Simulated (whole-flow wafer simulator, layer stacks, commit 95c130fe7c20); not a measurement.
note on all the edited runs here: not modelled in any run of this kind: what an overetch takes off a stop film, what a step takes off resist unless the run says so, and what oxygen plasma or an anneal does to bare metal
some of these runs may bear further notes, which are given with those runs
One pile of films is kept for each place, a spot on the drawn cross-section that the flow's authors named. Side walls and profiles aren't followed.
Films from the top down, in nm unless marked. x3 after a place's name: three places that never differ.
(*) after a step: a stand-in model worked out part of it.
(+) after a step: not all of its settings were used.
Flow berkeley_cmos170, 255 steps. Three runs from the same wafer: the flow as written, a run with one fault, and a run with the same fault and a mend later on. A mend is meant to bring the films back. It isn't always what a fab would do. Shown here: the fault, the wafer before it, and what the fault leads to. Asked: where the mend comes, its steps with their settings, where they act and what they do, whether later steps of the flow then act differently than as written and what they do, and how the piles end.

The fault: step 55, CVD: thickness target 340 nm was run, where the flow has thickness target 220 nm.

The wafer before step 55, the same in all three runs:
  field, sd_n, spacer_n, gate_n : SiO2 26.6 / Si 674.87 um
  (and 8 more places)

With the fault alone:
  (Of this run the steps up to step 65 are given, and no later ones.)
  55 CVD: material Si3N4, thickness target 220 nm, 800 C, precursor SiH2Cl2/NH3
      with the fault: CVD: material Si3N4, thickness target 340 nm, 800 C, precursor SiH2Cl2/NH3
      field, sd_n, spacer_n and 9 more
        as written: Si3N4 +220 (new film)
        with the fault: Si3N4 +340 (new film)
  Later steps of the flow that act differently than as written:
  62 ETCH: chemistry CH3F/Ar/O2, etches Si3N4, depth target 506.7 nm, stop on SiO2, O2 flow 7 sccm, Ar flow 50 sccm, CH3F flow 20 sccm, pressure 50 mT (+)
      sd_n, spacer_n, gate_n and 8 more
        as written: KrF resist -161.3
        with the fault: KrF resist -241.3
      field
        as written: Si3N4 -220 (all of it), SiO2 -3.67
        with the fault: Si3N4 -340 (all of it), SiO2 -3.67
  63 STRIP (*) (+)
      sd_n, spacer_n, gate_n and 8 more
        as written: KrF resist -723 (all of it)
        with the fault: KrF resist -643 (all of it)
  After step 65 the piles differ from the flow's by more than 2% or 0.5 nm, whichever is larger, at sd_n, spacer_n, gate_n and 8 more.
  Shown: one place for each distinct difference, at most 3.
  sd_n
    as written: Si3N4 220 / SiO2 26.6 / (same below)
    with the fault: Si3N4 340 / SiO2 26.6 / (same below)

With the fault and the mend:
  The mend comes after step 55.
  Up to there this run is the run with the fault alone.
  55a ETCH: chemistry h3po4, depth target 120 nm
      field, sd_n, spacer_n and 9 more
        Si3N4 -120
  No later step of the flow acts differently than as written at any place that is followed.
  At the end the piles are the same as the flow's at every place that both follow.
